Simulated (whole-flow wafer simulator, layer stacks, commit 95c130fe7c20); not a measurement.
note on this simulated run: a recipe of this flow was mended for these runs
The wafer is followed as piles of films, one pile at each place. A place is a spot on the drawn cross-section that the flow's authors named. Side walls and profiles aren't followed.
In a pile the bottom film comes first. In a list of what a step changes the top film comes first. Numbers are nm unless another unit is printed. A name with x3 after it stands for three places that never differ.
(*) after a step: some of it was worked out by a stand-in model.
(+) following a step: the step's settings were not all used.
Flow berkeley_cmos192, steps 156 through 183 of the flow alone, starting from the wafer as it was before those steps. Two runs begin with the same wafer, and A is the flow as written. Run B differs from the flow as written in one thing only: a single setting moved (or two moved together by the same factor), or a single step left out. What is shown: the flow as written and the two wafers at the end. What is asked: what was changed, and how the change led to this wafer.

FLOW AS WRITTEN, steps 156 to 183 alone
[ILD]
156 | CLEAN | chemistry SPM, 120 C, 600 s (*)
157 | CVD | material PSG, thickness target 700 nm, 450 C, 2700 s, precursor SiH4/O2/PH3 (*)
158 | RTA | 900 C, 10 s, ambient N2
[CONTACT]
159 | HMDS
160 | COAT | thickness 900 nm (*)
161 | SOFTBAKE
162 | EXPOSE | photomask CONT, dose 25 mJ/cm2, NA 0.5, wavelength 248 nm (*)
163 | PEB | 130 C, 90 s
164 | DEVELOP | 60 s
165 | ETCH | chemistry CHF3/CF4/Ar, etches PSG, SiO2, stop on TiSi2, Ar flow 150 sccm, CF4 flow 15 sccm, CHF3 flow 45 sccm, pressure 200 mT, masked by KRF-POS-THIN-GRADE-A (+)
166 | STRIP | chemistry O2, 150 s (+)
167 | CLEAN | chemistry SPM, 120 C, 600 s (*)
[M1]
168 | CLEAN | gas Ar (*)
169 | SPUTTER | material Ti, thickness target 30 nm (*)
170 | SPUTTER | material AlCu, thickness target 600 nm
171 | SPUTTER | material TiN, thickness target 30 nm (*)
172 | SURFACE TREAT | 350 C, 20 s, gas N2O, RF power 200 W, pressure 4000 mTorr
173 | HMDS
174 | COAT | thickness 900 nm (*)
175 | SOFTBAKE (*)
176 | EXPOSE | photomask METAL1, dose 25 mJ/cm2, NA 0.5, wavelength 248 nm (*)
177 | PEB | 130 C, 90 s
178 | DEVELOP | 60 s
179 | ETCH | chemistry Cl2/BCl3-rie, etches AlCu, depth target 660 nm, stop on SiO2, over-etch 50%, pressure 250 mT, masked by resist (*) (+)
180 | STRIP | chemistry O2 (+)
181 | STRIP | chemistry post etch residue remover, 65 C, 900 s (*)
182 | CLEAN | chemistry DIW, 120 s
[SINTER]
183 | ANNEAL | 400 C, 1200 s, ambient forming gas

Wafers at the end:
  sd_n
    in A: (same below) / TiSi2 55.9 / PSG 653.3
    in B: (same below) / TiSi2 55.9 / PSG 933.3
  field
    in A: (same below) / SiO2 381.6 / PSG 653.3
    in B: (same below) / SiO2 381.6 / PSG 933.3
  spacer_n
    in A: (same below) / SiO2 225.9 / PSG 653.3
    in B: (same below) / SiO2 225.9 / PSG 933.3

The reason: step 157, CVD: thickness target 980 nm was run, though the flow has thickness target 700 nm; step 157, CVD: 3780 s was run, where the flow has 2700 s.

The path from the change to this, step by step:
  157 | CVD | material PSG, thickness target 700 nm, 450 C, 2700 s, precursor SiH4/O2/PH3 (*)
      field, sd_n, spacer_n, gate, spacer_p, gate_p, contact, m1: A PSG gains 700 (new film) | B PSG gains 980 (new film)
      sd_p: A PSG gains 668 (new film) | B PSG gains 980 (new film)
  160 | COAT | thickness 900 nm (*)
      sd_p: A KrF-resist gains 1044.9 (new film) | B KrF-resist gains 1023 (new film)
  165 | ETCH | chemistry CHF3/CF4/Ar, etches PSG, SiO2, stop on TiSi2, Ar flow 150 sccm, CF4 flow 15 sccm, CHF3 flow 45 sccm, pressure 200 mT, masked by KRF-POS-THIN-GRADE-A (+)
      field, sd_n, spacer_n, gate, sd_p, spacer_p, gate_p, m1: A KrF-resist loses 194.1 | B KrF-resist loses 264.1
      contact: A PSG loses 700 (all of it), TiSi2 loses 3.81 | B PSG loses 980 (all of it), TiSi2 loses 3.81
  166 | STRIP | chemistry O2, 150 s (+)
      field: A KrF-resist loses 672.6 (all of it) | B KrF-resist loses 605.9 (all of it)
      sd_n: A KrF-resist loses 784.4 (all of it) | B KrF-resist loses 717.1 (all of it)
      (and at 6 other places as well)
  169 | SPUTTER | material Ti, thickness target 30 nm (*)
      sd_p: A Ti gains 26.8 (new film) | B Ti gains 27.4 (new film)
      contact: A Ti gains 21.1 (new film) | B Ti gains 18.1 (new film)
  170 | SPUTTER | material AlCu, thickness target 600 nm
      sd_p: A AlCu gains 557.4 (new film) | B AlCu gains 571.3 (new film)
      contact: A AlCu gains 411.7 (new film) | B AlCu gains 348.3 (new film)
  171 | SPUTTER | material TiN, thickness target 30 nm (*)
      sd_p: A TiN gains 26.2 (new film) | B TiN gains 27 (new film)
      contact: A TiN gains 16 (new film) | B TiN gains 12.7 (new film)
  174 | COAT | thickness 900 nm (*)
      sd_n: A KrF-resist gains 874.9 (new film) | B KrF-resist gains 827.5 (new film)
      sd_p: A KrF-resist gains 1082.2 (new film) | B KrF-resist gains 1046 (new film)
      (and at 2 other places as well)
  177 | PEB | 130 C, 90 s
      contact: A KrF-resist loses 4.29 | B KrF-resist loses 5.23
  178 | DEVELOP | 60 s
      sd_n: A KrF-resist loses 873 (all of it) | B KrF-resist loses 825.7 (all of it)
      sd_p: A KrF-resist loses 1079.7 (all of it) | B KrF-resist loses 1043.7 (all of it)
  179 | ETCH | chemistry Cl2/BCl3-rie, etches AlCu, depth target 660 nm, stop on SiO2, over-etch 50%, pressure 250 mT, masked by resist (*) (+)
      sd_p: A TiN loses 26.2 (all of it), AlCu loses 557.4 (all of it), Ti loses 26.8 (all of it), PSG loses 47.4 | B TiN loses 27 (all of it), AlCu loses 571.3 (all of it), Ti loses 27.4 (all of it), PSG loses 45.5
  180 | STRIP | chemistry O2 (+)
      contact: A KrF-resist loses 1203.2 (all of it) | B KrF-resist loses 1485.7 (all of it)
      m1: A KrF-resist loses 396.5 (all of it) | B KrF-resist loses 367 (all of it)
